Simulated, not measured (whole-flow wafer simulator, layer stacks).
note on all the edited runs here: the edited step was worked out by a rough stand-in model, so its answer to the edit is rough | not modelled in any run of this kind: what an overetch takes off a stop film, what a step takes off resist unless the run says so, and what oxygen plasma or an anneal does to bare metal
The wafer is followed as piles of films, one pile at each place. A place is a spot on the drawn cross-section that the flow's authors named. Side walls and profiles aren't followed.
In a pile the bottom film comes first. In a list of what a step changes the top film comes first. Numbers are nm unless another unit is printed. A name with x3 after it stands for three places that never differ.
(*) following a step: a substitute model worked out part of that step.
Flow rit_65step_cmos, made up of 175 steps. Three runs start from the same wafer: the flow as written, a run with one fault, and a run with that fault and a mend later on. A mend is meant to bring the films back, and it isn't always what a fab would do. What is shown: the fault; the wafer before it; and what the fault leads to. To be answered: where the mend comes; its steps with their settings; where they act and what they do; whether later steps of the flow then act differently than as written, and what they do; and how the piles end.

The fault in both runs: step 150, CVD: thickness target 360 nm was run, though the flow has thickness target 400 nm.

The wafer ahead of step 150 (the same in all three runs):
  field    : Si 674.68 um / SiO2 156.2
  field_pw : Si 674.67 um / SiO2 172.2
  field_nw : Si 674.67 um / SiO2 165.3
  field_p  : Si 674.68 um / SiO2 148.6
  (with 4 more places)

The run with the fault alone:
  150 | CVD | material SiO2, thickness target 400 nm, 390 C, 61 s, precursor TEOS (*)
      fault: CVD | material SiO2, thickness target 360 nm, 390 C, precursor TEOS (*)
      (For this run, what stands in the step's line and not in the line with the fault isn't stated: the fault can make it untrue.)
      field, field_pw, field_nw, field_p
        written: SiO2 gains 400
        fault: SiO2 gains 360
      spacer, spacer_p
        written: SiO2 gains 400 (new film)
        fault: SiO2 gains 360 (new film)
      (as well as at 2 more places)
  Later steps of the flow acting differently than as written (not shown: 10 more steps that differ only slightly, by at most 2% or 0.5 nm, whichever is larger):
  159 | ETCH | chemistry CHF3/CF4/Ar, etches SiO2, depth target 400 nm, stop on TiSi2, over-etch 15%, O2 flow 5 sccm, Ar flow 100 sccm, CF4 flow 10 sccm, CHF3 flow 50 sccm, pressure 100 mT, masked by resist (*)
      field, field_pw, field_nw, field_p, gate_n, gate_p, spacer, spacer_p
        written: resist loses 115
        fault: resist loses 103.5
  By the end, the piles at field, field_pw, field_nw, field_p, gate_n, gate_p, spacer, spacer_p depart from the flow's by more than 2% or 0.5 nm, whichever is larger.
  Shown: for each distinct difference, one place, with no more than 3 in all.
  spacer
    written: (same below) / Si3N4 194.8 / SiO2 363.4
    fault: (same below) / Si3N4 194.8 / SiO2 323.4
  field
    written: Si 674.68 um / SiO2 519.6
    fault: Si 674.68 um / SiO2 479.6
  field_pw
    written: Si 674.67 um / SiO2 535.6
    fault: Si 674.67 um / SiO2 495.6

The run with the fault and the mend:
  After step 151 comes the mend.
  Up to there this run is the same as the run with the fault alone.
  151a | CVD | material SiO2, thickness target 40 nm, 390 C, precursor TEOS (*) (a further turn of the flow's step 150, with different settings)
      field, field_pw, field_nw, field_p, spacer, spacer_p
        SiO2 gains 40
      gate_n, gate_p
        SiO2 gains 39.4
  None of the later steps of the flow differs from how it acts as written, at any place that is followed, by more than 2% or 0.5 nm, whichever is larger.
  At the end the piles are close to the flow's at the places that both follow, differing by at most 2% or 0.5 nm, whichever is larger.
